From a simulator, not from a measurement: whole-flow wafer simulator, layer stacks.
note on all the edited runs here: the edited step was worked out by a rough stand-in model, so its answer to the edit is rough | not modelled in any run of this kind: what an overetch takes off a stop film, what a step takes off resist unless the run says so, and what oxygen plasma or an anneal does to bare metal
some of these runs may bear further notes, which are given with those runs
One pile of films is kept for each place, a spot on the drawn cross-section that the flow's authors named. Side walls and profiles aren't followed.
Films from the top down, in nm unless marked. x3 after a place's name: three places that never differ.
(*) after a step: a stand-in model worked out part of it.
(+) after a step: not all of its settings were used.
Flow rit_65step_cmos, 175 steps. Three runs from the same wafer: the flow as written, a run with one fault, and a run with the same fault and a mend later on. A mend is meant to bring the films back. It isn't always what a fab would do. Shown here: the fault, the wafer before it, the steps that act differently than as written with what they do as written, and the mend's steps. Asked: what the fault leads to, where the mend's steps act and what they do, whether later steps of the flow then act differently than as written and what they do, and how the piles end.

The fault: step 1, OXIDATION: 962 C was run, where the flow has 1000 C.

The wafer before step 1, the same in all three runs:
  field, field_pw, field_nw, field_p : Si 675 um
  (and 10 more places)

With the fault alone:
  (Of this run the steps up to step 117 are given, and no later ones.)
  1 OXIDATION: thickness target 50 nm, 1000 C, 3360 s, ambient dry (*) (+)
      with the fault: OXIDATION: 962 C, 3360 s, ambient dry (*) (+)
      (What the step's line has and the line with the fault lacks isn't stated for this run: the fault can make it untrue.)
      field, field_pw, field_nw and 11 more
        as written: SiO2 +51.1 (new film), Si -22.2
        with the fault: SiO2 +37.7 (new film), Si -16.3
  Later steps of the flow that act differently than as written (36 more steps differ only slightly, by at most 2% or 0.5 nm, whichever is larger, and aren't shown):
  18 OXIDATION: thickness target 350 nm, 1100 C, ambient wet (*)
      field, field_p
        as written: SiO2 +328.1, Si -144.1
        with the fault: SiO2 +338.2, Si -148.5
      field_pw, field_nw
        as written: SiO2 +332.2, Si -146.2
        with the fault: SiO2 +342.4, Si -150.6
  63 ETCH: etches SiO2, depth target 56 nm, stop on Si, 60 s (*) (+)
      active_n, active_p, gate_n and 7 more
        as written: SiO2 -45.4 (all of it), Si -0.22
        with the fault: SiO2 -32 (all of it), Si -0.49
  After step 117 the piles differ from the flow's only slightly at the places that both follow, by at most 2% or 0.5 nm, whichever is larger.

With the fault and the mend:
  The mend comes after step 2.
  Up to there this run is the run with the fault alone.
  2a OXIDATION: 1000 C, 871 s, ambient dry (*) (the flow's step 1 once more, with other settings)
      field, field_pw, field_nw and 11 more
        SiO2 +13.5, Si -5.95
  No later step of the flow acts differently than as written, at any place that is followed, by more than 2% or 0.5 nm, whichever is larger.
  At the end the piles are the same as the flow's at every place that both follow.
